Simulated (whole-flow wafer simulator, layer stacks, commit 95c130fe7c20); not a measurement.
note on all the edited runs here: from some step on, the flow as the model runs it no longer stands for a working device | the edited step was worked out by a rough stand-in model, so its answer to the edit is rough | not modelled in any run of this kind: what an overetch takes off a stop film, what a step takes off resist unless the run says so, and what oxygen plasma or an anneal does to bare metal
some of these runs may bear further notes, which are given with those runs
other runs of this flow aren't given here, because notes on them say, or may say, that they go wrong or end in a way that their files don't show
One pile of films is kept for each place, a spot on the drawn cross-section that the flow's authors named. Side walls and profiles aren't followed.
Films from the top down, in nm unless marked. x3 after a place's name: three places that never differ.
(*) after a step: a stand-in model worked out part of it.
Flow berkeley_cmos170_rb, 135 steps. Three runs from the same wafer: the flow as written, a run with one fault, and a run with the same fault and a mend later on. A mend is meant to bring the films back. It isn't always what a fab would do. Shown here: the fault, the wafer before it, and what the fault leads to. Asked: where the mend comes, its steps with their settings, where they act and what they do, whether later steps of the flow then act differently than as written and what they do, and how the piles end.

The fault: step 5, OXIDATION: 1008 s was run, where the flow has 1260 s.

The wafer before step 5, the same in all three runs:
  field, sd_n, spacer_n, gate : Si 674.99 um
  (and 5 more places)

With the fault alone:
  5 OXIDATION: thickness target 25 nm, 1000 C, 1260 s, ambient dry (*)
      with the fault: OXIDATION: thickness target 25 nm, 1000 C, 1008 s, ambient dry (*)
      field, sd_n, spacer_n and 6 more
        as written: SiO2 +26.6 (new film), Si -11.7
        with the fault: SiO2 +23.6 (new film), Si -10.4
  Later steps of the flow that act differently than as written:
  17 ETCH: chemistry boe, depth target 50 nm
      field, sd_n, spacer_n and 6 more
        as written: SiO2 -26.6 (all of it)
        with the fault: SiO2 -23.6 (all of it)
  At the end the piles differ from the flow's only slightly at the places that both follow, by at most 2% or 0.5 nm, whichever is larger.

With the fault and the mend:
  The mend comes after step 5.
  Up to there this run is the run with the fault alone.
  5a OXIDATION: thickness target 25 nm, 1000 C, 252 s, ambient dry (*) (the flow's step 5 once more, with other settings)
      field, sd_n, spacer_n and 6 more
        SiO2 +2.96, Si -1.3
  No later step of the flow acts differently than as written at any place that is followed.
  At the end the piles are the same as the flow's at every place that both follow.
